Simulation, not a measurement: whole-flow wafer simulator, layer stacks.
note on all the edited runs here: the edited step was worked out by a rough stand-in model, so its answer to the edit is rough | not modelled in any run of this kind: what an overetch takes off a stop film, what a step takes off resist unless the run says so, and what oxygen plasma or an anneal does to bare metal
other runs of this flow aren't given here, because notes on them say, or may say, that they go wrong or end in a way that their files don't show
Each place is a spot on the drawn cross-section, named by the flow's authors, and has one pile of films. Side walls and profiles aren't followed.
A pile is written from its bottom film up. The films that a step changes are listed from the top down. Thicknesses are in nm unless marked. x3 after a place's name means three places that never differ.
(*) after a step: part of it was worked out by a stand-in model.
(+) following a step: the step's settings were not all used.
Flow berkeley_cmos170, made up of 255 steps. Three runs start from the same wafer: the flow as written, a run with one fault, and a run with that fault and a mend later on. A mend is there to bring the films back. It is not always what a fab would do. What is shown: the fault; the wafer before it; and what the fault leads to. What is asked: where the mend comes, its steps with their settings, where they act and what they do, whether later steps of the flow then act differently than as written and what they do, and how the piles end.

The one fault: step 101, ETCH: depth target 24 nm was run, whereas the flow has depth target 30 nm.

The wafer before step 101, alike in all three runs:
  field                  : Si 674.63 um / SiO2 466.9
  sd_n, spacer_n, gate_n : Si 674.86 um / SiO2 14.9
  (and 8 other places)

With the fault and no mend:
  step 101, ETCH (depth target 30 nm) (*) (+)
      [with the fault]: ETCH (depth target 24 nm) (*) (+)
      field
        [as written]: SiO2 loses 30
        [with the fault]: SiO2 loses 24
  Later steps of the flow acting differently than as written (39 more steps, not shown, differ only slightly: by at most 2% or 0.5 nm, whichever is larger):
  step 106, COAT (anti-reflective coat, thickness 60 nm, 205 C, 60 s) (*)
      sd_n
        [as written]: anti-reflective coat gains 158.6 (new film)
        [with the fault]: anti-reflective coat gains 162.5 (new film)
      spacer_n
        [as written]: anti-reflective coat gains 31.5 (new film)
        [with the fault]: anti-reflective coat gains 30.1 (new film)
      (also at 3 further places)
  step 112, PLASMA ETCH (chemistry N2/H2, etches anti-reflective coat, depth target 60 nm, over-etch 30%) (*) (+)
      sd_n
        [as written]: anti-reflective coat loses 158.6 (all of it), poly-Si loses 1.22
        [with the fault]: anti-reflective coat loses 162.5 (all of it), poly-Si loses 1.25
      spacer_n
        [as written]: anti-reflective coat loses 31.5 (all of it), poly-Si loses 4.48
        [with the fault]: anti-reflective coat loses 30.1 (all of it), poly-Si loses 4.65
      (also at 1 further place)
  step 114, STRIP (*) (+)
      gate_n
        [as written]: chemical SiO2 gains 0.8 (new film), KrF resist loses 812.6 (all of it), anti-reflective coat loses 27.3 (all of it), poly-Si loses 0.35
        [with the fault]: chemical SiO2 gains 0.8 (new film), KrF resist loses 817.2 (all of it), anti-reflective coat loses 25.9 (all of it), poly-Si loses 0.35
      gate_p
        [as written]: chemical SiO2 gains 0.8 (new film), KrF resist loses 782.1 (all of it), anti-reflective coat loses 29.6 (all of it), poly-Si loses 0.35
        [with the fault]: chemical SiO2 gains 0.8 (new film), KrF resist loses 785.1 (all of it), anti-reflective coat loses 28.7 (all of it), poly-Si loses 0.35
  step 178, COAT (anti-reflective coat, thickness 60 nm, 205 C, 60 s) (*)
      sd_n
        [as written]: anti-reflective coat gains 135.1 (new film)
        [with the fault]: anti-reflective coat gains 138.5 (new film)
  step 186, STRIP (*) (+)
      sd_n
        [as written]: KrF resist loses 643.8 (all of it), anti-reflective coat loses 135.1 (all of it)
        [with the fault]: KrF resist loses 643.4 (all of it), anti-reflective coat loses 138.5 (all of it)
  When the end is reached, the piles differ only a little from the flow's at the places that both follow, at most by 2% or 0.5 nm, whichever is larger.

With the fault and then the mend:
  After step 101 comes the mend.
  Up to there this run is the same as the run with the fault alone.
  step 101a, ETCH (depth target 6 nm) (*) (+) (the flow's step 101 again, with other settings)
      field
        SiO2 loses 6
  Later steps of the flow that are run all act as written at every place that is followed.
  At every place that both follow, the piles at the end match the flow's.
